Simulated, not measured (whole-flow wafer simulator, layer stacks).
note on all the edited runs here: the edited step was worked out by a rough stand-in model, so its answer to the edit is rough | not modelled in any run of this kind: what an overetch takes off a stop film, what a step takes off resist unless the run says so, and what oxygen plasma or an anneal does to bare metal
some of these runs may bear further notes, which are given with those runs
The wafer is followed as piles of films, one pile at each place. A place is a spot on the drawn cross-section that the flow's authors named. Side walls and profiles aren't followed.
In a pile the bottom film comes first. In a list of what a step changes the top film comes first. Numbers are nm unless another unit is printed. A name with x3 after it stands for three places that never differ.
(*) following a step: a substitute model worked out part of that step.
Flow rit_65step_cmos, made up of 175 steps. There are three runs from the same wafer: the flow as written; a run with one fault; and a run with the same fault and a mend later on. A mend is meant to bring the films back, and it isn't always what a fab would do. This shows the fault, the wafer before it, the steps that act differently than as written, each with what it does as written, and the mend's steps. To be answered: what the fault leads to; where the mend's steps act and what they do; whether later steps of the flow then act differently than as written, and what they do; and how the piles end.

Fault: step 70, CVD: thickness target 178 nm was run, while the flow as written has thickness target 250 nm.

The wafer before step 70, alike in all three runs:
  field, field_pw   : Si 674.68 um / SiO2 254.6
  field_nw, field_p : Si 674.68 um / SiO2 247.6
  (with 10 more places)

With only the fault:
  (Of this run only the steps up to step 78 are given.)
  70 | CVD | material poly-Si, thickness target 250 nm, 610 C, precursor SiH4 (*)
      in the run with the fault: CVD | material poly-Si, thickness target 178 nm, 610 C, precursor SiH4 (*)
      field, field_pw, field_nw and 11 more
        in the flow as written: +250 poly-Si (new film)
        in the run with the fault: +178 poly-Si (new film)
  Later steps of the flow up to step 78 that are run all act as written at every place that is followed, up to a difference of at most 2% or 0.5 nm, whichever is larger.
  The piles after step 78 differ from the flow's at field, field_pw, field_nw and 11 more by more than 2% or 0.5 nm, whichever is larger.
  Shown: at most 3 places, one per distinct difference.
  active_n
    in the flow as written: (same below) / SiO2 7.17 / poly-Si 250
    in the run with the fault: (same below) / SiO2 7.17 / poly-Si 178
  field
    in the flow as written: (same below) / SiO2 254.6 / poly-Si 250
    in the run with the fault: (same below) / SiO2 254.6 / poly-Si 178
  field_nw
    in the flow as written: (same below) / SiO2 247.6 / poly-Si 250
    in the run with the fault: (same below) / SiO2 247.6 / poly-Si 178

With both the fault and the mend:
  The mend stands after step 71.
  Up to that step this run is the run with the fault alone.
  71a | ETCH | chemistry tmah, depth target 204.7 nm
      field, field_pw, field_nw and 11 more
        -178 poly-Si (all of it)
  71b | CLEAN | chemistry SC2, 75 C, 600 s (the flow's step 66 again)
      does not change any film at any place that is followed
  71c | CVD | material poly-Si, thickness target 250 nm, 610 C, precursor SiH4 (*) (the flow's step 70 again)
      field, field_pw, field_nw and 11 more
        +250 poly-Si (new film)
  Later steps of the flow that are run all act as written at every place that is followed.
  The piles end the same as the flow's at every place that both follow.
